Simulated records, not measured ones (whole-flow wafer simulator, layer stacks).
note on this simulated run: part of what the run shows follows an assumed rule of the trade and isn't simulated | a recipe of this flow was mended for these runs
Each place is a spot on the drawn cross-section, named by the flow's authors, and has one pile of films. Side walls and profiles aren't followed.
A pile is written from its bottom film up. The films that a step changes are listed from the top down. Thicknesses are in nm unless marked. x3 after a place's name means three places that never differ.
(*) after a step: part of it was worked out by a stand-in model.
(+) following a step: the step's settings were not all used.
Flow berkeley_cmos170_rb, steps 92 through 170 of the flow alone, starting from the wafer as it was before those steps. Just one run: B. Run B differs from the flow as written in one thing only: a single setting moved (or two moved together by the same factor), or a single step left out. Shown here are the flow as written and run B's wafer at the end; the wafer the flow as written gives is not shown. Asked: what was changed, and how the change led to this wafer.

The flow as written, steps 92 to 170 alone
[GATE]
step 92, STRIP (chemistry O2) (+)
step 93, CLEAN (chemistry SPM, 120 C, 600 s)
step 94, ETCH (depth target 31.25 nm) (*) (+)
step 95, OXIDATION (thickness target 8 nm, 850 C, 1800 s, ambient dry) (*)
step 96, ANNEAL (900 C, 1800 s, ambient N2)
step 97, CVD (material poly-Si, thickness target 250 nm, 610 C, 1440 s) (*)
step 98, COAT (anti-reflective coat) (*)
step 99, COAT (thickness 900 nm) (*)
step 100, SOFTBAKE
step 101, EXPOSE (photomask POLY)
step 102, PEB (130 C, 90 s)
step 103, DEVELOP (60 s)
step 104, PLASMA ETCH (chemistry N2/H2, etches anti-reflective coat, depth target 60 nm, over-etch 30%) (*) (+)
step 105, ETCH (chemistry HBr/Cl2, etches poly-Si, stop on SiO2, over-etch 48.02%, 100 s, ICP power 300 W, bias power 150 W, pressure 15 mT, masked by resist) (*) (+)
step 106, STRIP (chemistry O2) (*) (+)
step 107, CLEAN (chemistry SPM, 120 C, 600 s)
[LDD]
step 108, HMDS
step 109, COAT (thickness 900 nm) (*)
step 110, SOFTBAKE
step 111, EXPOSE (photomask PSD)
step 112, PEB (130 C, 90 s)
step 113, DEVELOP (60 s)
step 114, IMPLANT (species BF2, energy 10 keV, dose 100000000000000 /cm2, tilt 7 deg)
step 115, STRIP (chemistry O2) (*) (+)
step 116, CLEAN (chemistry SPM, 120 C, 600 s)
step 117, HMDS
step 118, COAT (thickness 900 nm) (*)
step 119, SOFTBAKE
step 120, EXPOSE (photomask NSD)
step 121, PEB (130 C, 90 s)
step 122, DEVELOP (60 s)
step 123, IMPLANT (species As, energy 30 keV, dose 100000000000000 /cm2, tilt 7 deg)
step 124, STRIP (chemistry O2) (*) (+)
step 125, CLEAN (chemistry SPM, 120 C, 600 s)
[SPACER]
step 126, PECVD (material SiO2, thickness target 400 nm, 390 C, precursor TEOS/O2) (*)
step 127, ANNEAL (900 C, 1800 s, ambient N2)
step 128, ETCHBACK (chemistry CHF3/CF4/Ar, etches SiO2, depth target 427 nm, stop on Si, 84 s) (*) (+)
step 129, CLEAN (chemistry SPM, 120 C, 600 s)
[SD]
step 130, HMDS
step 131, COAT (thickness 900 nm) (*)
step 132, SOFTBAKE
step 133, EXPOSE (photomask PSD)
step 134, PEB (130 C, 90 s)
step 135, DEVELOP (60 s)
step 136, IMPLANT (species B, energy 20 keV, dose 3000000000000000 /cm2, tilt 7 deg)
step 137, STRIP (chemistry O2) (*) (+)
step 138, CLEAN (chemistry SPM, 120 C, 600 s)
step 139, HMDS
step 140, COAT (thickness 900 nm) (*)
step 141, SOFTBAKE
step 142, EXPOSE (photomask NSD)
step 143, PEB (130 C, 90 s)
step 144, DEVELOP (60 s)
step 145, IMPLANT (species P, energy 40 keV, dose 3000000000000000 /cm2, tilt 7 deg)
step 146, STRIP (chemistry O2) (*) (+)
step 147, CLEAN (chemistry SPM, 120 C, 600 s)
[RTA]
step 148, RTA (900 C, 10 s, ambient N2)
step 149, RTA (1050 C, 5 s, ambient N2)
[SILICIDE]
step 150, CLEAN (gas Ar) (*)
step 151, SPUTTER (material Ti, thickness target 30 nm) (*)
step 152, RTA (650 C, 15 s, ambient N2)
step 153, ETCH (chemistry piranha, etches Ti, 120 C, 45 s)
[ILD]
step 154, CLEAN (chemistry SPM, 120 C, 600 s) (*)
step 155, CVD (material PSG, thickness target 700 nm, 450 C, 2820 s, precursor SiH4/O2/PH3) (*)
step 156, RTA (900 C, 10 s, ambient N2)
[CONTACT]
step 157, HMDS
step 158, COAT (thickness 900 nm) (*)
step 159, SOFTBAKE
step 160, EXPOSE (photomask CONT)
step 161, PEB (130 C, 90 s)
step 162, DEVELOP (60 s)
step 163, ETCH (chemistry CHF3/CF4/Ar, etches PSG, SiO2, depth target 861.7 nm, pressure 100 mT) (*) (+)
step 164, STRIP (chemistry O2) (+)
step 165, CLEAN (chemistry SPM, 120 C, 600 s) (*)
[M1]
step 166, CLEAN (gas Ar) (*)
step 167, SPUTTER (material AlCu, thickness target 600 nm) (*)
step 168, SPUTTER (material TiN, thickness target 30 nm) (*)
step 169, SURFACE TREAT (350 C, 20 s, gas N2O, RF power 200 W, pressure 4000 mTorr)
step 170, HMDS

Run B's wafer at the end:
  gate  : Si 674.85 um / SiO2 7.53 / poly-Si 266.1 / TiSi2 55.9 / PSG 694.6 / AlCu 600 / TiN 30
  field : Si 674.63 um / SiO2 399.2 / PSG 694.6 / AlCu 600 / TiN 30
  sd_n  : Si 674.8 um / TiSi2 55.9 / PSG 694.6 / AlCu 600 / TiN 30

What caused this: step 97, CVD: thickness target 325 nm was run, whereas the flow has thickness target 250 nm; step 97, CVD: 1872 s was run, where the flow has 1440 s.

The path from the change to this, step by step:
  step 97, CVD (material poly-Si, thickness target 250 nm, 610 C, 1440 s) (*)
      field, sd_n, spacer_n and 6 more: poly-Si gains 325 (new film) (in the flow as written it would be: poly-Si gains 250 (new film))
  step 98, COAT (anti-reflective coat) (*)
      sd_n: anti-reflective coat gains 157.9 (new film) (in the flow as written it would be: anti-reflective coat gains 154.3 (new film))
      contact: anti-reflective coat gains 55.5 (new film) (in the flow as written it would be: anti-reflective coat gains 53.8 (new film))
  step 104, PLASMA ETCH (chemistry N2/H2, etches anti-reflective coat, depth target 60 nm, over-etch 30%) (*) (+)
      gate, gate_p: KrF-resist loses 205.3 (in the flow as written it would be: KrF-resist loses 200.6)
      sd_n: anti-reflective coat loses 157.9 (all of it), poly-Si loses 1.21 (in the flow as written it would be: anti-reflective coat loses 154.3 (all of it), poly-Si loses 1.19)
      (also at 1 further place)
  step 105, ETCH (chemistry HBr/Cl2, etches poly-Si, stop on SiO2, over-etch 48.02%, 100 s, ICP power 300 W, bias power 150 W, pressure 15 mT, masked by resist) (*) (+)
      spacer_n, spacer_p: poly-Si loses 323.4 (all of it), SiO2 loses 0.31 (in the flow as written it would be: poly-Si loses 248.5 (all of it), SiO2 loses 1.53)
      field: poly-Si loses 319.9 (all of it), SiO2 loses 0.33 (in the flow as written it would be: poly-Si loses 245 (all of it), SiO2 loses 1.8)
      (also at 4 further places)
  step 109, COAT (thickness 900 nm) (*)
      gate: KrF-resist gains 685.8 (new film) (in the flow as written it would be: KrF-resist gains 749.5 (new film))
      gate_p: KrF-resist gains 682 (new film) (in the flow as written it would be: KrF-resist gains 745.7 (new film))
  step 113, DEVELOP (60 s)
      gate_p: KrF-resist loses 680.5 (all of it) (in the flow as written it would be: KrF-resist loses 744.1 (all of it))
  step 115, STRIP (chemistry O2) (*) (+)
      gate: KrF-resist loses 669.4 (all of it), chemical SiO2 gains 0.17 (in the flow as written it would be: KrF-resist loses 733 (all of it), chemical SiO2 gains 0.17)
  step 118, COAT (thickness 900 nm) (*)
      gate: KrF-resist gains 685.7 (new film) (in the flow as written it would be: KrF-resist gains 748.7 (new film))
      gate_p: KrF-resist gains 681.9 (new film) (in the flow as written it would be: KrF-resist gains 744.7 (new film))
  step 122, DEVELOP (60 s)
      gate: KrF-resist loses 684.3 (all of it) (in the flow as written it would be: KrF-resist loses 747.1 (all of it))
  step 124, STRIP (chemistry O2) (*) (+)
      gate_p: KrF-resist loses 665.5 (all of it), chemical SiO2 gains 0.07 (in the flow as written it would be: KrF-resist loses 728.2 (all of it), chemical SiO2 gains 0.07)
  step 128, ETCHBACK (chemistry CHF3/CF4/Ar, etches SiO2, depth target 427 nm, stop on Si, 84 s) (*) (+)
      spacer_n, spacer_p: SiO2 loses 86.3 (in the flow as written it would be: SiO2 loses 160.1)
  step 131, COAT (thickness 900 nm) (*)
      spacer_n: KrF-resist gains 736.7 (new film) (in the flow as written it would be: KrF-resist gains 791.7 (new film))
      gate: KrF-resist gains 717 (new film) (in the flow as written it would be: KrF-resist gains 770.7 (new film))
      (also at 2 further places)
  step 135, DEVELOP (60 s)
      spacer_p: KrF-resist loses 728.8 (all of it) (in the flow as written it would be: KrF-resist loses 783.4 (all of it))
      gate_p: KrF-resist loses 708.9 (all of it) (in the flow as written it would be: KrF-resist loses 762.3 (all of it))
  step 137, STRIP (chemistry O2) (*) (+)
      spacer_n: KrF-resist loses 720.2 (all of it) (in the flow as written it would be: KrF-resist loses 775.1 (all of it))
      gate: KrF-resist loses 700.5 (all of it), chemical SiO2 gains 0.17, poly-Si loses 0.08 (in the flow as written it would be: KrF-resist loses 754.1 (all of it), chemical SiO2 gains 0.17, poly-Si loses 0.08)
  step 140, COAT (thickness 900 nm) (*)
      spacer_n: KrF-resist gains 736.8 (new film) (in the flow as written it would be: KrF-resist gains 791.4 (new film))
      gate: KrF-resist gains 716.9 (new film) (in the flow as written it would be: KrF-resist gains 770.4 (new film))
      (also at 2 further places)
  step 144, DEVELOP (60 s)
      spacer_n: KrF-resist loses 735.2 (all of it) (in the flow as written it would be: KrF-resist loses 789.7 (all of it))
      gate: KrF-resist loses 715.4 (all of it) (in the flow as written it would be: KrF-resist loses 768.7 (all of it))
  ... 2 other steps ...
  step 164, STRIP (chemistry O2) (+)
      spacer_n: KrF-resist loses 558 (all of it) (in the flow as written it would be: KrF-resist loses 598.3 (all of it))
      gate: KrF-resist loses 542.4 (all of it) (in the flow as written it would be: KrF-resist loses 577.9 (all of it))
      (also at 3 further places)
